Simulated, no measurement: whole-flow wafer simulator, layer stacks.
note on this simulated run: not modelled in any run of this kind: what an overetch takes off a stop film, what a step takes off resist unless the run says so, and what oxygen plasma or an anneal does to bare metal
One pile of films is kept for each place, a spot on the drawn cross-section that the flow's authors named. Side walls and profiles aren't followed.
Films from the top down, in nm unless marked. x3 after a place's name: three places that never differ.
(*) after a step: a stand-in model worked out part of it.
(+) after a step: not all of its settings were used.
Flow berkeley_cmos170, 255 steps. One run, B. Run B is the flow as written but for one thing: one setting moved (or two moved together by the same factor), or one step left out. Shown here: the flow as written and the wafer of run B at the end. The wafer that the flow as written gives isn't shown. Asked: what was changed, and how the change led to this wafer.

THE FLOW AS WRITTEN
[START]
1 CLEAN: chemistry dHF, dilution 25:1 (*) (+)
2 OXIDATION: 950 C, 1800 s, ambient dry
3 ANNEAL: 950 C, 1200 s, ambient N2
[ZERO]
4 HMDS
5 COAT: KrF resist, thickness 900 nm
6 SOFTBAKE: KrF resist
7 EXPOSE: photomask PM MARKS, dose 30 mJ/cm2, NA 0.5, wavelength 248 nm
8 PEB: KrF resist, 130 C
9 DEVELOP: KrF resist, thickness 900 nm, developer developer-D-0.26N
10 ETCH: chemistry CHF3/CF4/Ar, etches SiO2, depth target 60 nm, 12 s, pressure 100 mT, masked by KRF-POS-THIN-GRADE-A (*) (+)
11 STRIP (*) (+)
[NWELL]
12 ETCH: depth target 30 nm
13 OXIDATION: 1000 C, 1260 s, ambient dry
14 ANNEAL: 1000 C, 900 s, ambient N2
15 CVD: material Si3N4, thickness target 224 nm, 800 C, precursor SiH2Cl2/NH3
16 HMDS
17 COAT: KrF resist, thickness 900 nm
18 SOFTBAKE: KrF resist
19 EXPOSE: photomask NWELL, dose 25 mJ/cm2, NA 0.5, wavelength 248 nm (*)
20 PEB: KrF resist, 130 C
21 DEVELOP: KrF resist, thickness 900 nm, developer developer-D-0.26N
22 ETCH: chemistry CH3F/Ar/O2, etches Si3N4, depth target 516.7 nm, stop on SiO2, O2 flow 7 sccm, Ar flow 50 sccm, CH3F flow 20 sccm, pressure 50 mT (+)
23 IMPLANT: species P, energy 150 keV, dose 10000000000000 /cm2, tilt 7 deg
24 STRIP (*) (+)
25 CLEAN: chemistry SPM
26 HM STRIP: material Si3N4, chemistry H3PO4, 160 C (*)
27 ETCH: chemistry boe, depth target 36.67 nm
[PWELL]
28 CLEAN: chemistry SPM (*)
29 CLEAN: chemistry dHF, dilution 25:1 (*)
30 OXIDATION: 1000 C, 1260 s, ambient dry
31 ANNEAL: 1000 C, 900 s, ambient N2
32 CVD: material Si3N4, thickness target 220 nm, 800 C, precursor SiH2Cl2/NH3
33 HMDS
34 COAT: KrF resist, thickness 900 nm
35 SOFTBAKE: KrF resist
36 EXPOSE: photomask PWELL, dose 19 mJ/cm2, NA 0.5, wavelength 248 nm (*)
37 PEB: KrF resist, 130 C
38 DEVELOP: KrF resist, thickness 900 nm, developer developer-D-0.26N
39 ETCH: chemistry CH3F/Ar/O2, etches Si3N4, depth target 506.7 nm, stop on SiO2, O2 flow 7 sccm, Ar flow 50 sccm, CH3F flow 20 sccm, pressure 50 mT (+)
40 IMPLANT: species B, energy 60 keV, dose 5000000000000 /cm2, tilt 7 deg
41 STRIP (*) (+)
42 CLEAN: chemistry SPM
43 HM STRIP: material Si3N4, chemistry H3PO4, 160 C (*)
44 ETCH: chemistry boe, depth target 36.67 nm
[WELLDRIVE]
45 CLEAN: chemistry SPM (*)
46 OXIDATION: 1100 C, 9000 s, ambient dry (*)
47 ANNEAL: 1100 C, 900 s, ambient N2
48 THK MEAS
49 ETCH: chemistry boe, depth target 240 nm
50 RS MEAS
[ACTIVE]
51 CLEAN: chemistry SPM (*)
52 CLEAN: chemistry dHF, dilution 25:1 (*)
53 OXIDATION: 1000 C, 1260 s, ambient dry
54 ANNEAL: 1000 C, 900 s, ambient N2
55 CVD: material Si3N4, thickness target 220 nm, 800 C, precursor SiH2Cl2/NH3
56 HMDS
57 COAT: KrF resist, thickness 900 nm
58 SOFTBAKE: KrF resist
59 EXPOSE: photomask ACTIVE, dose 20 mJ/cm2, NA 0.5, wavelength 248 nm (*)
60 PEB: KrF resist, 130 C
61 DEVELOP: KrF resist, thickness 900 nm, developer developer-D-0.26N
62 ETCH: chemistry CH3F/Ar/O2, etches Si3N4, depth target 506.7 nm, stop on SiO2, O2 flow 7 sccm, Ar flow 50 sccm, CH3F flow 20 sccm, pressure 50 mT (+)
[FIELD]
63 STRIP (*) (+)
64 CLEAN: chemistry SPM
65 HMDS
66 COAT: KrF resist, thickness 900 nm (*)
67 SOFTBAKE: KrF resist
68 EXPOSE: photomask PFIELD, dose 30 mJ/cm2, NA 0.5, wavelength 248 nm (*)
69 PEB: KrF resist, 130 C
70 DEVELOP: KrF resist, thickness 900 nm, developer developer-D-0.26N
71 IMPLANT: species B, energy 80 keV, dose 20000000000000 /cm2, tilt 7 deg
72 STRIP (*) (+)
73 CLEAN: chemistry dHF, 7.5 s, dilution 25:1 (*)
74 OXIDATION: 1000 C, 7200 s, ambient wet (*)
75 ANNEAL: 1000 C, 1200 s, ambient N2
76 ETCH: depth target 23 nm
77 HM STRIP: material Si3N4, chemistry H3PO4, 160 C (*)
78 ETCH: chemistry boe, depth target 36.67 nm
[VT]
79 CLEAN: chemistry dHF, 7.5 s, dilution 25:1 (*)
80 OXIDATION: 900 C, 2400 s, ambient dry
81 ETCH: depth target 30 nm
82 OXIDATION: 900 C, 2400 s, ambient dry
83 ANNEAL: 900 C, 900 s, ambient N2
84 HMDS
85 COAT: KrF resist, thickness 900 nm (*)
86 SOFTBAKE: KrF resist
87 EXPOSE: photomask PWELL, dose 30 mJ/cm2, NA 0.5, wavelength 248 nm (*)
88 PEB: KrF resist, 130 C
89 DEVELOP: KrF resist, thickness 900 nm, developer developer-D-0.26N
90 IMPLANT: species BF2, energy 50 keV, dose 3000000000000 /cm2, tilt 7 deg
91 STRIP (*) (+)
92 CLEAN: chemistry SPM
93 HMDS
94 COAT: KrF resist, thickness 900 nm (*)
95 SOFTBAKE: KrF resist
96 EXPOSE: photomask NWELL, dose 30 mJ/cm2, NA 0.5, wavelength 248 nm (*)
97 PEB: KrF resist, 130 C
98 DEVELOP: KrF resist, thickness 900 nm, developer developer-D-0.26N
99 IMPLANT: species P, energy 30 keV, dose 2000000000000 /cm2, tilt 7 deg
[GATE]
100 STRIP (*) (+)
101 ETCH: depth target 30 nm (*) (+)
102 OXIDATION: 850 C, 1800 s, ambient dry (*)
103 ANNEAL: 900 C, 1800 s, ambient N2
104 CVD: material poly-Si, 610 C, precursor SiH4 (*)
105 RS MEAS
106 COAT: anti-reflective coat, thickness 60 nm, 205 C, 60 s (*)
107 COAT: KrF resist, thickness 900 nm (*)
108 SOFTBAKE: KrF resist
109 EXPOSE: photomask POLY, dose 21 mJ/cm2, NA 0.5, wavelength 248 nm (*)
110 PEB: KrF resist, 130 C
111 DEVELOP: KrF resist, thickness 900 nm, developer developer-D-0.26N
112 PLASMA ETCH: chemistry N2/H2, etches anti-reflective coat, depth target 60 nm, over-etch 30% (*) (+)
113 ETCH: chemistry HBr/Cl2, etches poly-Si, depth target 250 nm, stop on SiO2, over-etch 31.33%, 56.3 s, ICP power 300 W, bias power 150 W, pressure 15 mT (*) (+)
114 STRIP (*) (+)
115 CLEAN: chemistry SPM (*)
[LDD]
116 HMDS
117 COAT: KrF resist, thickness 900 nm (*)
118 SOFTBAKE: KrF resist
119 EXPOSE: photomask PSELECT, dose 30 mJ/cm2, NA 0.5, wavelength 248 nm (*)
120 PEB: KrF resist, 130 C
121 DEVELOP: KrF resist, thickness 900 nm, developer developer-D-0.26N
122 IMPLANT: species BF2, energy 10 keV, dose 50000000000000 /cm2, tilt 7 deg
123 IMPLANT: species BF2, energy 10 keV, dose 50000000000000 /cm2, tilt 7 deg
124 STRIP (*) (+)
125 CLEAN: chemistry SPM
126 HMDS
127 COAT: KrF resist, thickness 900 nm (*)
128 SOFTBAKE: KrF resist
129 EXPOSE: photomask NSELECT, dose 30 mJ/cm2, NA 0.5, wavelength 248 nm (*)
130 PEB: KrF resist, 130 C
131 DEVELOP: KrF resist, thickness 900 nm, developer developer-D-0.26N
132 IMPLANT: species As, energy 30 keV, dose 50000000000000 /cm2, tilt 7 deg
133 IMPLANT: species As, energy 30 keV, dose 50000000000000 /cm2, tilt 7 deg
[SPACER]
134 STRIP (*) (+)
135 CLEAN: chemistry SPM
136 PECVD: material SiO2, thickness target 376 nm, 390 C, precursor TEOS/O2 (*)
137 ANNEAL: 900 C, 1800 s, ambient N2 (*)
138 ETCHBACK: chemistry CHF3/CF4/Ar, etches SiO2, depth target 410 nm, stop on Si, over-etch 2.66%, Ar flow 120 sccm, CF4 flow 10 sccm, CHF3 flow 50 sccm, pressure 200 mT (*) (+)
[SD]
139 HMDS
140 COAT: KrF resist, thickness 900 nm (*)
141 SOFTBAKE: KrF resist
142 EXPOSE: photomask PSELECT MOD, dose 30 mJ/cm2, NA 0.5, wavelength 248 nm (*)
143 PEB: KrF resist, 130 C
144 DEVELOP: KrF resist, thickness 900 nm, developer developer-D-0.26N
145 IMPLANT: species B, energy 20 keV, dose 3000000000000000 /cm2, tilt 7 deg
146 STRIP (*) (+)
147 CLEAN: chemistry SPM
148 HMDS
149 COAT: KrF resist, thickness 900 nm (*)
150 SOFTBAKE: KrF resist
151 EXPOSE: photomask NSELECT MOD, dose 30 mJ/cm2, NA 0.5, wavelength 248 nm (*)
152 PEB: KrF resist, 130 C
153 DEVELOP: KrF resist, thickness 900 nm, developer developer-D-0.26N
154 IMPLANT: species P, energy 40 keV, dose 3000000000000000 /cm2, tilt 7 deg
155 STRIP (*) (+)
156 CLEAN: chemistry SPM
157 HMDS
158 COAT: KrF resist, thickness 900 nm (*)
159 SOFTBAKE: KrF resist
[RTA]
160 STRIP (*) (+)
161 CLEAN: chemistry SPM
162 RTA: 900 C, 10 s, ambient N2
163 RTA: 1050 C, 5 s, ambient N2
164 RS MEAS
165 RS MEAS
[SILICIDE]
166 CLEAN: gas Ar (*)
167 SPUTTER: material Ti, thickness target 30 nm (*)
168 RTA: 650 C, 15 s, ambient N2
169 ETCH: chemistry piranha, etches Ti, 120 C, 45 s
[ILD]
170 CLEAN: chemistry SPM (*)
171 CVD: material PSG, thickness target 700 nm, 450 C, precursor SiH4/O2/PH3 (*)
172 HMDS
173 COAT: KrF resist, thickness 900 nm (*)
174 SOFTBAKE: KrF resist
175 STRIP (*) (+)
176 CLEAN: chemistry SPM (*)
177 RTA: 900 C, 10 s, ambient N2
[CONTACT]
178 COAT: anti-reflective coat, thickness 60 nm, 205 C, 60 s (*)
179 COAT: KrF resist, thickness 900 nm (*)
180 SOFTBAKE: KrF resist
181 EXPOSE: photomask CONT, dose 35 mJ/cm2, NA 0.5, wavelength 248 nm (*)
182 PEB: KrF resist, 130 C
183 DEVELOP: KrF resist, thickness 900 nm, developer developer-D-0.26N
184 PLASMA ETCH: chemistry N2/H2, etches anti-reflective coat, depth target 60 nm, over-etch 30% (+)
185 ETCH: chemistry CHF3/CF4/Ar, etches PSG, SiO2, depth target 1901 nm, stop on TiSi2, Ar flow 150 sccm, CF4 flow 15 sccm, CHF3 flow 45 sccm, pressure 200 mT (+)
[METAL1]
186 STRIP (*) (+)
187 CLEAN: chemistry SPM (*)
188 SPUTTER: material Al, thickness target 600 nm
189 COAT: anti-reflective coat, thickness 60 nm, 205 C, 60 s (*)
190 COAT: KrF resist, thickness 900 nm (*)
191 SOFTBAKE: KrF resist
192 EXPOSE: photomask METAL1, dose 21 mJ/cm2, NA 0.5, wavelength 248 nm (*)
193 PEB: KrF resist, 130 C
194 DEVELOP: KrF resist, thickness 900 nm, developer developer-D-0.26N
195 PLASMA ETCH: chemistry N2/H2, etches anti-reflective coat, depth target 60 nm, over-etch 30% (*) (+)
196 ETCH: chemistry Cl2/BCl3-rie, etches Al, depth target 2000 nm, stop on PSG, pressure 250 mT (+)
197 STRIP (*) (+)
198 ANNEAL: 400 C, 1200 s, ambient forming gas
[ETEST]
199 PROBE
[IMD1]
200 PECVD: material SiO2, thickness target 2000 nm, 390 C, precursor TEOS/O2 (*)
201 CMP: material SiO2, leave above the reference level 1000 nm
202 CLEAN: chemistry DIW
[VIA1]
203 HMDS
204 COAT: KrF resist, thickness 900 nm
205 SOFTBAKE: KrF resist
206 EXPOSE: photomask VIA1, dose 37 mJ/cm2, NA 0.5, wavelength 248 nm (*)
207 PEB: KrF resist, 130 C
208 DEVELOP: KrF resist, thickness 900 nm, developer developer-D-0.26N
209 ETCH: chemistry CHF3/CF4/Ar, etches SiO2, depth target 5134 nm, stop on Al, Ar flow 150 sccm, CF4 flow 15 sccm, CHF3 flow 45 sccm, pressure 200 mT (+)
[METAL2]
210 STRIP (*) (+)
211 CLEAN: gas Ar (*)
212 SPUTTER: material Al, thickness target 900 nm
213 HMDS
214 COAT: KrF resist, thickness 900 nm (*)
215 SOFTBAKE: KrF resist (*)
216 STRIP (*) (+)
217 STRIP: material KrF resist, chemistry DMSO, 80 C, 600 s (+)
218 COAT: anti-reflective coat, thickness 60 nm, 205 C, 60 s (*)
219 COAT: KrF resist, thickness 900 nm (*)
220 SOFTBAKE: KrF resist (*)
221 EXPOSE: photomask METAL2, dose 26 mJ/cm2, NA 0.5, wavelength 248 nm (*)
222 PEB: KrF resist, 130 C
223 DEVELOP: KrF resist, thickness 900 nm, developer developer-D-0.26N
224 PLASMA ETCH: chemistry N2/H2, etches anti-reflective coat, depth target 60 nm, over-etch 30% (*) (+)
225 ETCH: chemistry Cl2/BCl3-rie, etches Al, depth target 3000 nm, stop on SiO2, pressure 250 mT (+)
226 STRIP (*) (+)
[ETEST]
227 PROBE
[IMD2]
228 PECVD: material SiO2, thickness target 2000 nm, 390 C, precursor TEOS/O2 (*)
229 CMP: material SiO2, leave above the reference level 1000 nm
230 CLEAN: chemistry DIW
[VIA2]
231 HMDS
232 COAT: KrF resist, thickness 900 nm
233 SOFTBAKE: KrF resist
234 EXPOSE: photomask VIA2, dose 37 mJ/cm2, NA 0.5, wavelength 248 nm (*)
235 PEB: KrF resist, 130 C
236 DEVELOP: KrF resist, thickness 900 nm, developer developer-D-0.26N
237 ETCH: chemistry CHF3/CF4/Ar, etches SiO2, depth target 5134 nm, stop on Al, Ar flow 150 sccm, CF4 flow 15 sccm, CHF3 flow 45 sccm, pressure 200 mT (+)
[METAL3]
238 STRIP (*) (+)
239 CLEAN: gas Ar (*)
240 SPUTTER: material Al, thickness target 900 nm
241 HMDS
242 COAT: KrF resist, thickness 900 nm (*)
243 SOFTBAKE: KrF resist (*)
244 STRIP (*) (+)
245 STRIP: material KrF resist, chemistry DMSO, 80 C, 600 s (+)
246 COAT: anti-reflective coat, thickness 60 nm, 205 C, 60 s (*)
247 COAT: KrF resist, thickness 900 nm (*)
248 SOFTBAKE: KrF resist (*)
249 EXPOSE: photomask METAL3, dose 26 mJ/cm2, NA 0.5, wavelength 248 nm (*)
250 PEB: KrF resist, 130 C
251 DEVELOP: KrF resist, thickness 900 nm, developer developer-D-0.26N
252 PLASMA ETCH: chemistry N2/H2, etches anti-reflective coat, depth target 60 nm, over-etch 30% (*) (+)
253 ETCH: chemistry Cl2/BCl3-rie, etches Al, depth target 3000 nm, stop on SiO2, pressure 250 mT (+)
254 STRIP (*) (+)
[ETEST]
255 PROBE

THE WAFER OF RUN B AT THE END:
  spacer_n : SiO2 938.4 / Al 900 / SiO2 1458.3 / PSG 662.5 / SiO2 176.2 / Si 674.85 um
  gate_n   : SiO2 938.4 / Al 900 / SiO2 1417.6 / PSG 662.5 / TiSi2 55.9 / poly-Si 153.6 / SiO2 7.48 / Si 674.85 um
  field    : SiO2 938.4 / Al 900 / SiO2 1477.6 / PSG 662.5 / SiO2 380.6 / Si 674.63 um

The cause: step 225, ETCH: chemistry Cl2/BCl3-rie, etches Al, depth target 3000 nm, stop on SiO2, pressure 250 mT (+), was left out.

How the change led to this, step by step:
  226 STRIP (*) (+)
      contact: KrF resist -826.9 (all of it), anti-reflective coat -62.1 (all of it) (as written it would be: KrF resist -151.9 (all of it), anti-reflective coat -62.1 (all of it))
      m1: KrF resist -837.4 (all of it), anti-reflective coat -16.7 (all of it) (as written it would be: KrF resist -162.4 (all of it), anti-reflective coat -16.7 (all of it))
      (and at 3 more places)
  228 PECVD: material SiO2, thickness target 2000 nm, 390 C, precursor TEOS/O2 (*)
      field, sd_n, spacer_n, gate_n, sd_p, spacer_p, gate_p: SiO2 +2000 (new film) (as written it would be: SiO2 +2000)
  229 CMP: material SiO2, leave above the reference level 1000 nm
      field, sd_n, spacer_n, gate_n, sd_p, spacer_p, gate_p: SiO2 -1000 (as written it would be: SiO2 -43.8)
Counting metal films that touch as one body, spacer_n has 1 body; the flow as written gives 0 bodies.
Counting metal films that touch as one body, gate_n has 1 body; the flow as written gives 0 bodies.
Counting metal films that touch as one body, field has 1 body; the flow as written gives 0 bodies.
